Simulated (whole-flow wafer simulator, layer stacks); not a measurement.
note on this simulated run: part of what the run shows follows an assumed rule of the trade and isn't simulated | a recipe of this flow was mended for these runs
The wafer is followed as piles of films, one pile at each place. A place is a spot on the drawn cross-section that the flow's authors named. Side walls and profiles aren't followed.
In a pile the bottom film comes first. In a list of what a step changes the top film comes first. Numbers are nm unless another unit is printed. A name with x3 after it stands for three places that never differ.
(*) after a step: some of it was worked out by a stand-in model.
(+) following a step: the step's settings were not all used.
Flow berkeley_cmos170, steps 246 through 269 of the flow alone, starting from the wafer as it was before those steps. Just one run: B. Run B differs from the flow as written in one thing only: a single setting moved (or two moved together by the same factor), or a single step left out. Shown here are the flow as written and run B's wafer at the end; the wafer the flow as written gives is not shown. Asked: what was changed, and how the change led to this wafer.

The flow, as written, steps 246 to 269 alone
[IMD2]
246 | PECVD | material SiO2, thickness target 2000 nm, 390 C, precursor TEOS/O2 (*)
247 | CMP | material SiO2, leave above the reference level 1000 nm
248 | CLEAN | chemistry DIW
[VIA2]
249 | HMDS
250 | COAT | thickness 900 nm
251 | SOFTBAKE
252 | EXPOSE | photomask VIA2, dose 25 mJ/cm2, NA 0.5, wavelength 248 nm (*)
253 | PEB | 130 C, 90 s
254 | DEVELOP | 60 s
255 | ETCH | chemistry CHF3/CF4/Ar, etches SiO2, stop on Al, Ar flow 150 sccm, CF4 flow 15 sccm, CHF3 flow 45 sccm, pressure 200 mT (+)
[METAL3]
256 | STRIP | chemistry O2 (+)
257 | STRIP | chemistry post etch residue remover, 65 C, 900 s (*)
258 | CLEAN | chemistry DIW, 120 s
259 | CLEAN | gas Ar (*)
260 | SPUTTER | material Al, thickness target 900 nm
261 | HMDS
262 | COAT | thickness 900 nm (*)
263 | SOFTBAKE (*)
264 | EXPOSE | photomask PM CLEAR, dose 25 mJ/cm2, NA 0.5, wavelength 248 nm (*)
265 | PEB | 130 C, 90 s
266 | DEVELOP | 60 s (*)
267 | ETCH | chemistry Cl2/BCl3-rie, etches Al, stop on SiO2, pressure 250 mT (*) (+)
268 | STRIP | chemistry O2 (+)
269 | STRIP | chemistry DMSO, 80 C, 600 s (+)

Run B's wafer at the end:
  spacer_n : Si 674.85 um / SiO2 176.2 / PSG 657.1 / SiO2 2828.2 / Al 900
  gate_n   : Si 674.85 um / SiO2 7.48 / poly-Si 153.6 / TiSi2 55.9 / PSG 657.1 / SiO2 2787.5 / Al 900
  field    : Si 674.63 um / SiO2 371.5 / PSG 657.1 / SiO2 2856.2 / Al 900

The reason: step 246, PECVD: thickness target 1438 nm was run, whereas the flow has thickness target 2000 nm.

Step by step, how the change led to this:
  246 | PECVD | material SiO2, thickness target 2000 nm, 390 C, precursor TEOS/O2 (*)
      field, mark, sd_n, spacer_n, gate_n, sd_p, spacer_p, gate_p: SiO2 gains 1438 (as written it would have been: SiO2 gains 2000)
      contact, m1, m2, via2: SiO2 gains 1438 (new film) (as written it would have been: SiO2 gains 2000 (new film))
      (and at 1 other place as well)
  247 | CMP | material SiO2, leave above the reference level 1000 nm
      field, sd_n, spacer_n, gate_n, sd_p, spacer_p, gate_p: nothing (as written it would have been: SiO2 loses 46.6)
      contact, m1, via1, m2, via2: SiO2 loses 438 (as written it would have been: SiO2 loses 1000)
  250 | COAT | thickness 900 nm
      sd_n: KrF-resist gains 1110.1 (new film) (as written it would have been: KrF-resist gains 900 (new film))
      gate_p: KrF-resist gains 919.8 (new film) (as written it would have been: KrF-resist gains 900 (new film))
      (and at 5 other places as well)
  253 | PEB | 130 C, 90 s
      sd_n: KrF-resist loses 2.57 (as written it would have been: KrF-resist loses 2)
      m2: KrF-resist loses 1.32 (as written it would have been: KrF-resist loses 2)
      (and at 1 other place as well)
  254 | DEVELOP | 60 s
      via2: KrF-resist loses 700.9 (all of it) (as written it would have been: KrF-resist loses 898 (all of it))
  256 | STRIP | chemistry O2 (+)
      sd_n: KrF-resist loses 817.1 (all of it) (as written it would have been: KrF-resist loses 607.6 (all of it))
      sd_p: KrF-resist loses 622.4 (all of it) (as written it would have been: KrF-resist loses 607.6 (all of it))
      (and at 6 other places as well)
  262 | COAT | thickness 900 nm (*)
      sd_n: KrF-resist gains 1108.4 (new film) (as written it would have been: KrF-resist gains 899.3 (new film))
      contact: KrF-resist gains 702.6 (new film) (as written it would have been: KrF-resist gains 898.4 (new film))
      (and at 4 other places as well)
  265 | PEB | 130 C, 90 s
      sd_n: KrF-resist loses 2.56 (as written it would have been: KrF-resist loses 2)
      contact: KrF-resist loses 1.49 (as written it would have been: KrF-resist loses 2)
      (and at 2 other places as well)
  268 | STRIP | chemistry O2 (+)
      field: KrF-resist loses 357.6 (all of it) (as written it would have been: KrF-resist loses 349.7 (all of it))
      sd_n: KrF-resist loses 557.5 (all of it) (as written it would have been: KrF-resist loses 349 (all of it))
      (and at 10 other places as well)
